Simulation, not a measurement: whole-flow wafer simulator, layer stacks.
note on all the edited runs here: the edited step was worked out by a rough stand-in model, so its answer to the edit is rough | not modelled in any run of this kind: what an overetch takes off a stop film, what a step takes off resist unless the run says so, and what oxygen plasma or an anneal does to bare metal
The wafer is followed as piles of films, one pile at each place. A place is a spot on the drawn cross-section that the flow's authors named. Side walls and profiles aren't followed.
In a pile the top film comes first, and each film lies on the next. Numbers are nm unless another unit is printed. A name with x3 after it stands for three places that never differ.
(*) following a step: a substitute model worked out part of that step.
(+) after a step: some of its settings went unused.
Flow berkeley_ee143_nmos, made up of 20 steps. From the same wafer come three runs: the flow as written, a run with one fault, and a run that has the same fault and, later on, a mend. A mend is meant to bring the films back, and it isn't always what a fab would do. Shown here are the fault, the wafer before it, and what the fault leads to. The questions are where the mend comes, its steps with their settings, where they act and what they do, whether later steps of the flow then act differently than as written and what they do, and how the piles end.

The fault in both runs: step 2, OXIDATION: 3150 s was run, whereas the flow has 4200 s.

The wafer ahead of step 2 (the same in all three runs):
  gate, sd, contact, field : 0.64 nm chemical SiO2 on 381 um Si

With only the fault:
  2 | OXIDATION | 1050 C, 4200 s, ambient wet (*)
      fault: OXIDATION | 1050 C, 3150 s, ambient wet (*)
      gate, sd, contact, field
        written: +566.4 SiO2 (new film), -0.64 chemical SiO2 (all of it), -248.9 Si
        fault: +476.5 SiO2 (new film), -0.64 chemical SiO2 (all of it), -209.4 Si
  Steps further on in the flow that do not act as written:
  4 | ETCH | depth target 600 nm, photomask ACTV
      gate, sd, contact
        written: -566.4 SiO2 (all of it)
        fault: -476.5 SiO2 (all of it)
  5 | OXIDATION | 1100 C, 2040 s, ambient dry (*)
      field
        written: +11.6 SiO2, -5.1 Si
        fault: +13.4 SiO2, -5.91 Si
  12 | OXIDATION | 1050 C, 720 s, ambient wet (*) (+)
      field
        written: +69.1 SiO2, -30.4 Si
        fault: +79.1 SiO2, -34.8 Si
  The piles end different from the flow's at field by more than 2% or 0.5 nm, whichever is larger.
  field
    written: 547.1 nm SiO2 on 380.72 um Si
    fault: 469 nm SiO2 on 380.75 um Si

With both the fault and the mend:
  The mend follows step 2.
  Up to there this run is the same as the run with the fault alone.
  2a | OXIDATION | 1050 C, 1050 s, ambient wet (*) (the flow's step 2, run once more with other settings)
      gate, sd, contact, field
        +92 SiO2, -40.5 Si
  None of the later steps of the flow differs from how it acts as written, at any place that is followed, by more than 2% or 0.5 nm, whichever is larger.
  At the end the piles are close to the flow's at the places that both follow, differing by at most 2% or 0.5 nm, whichever is larger.
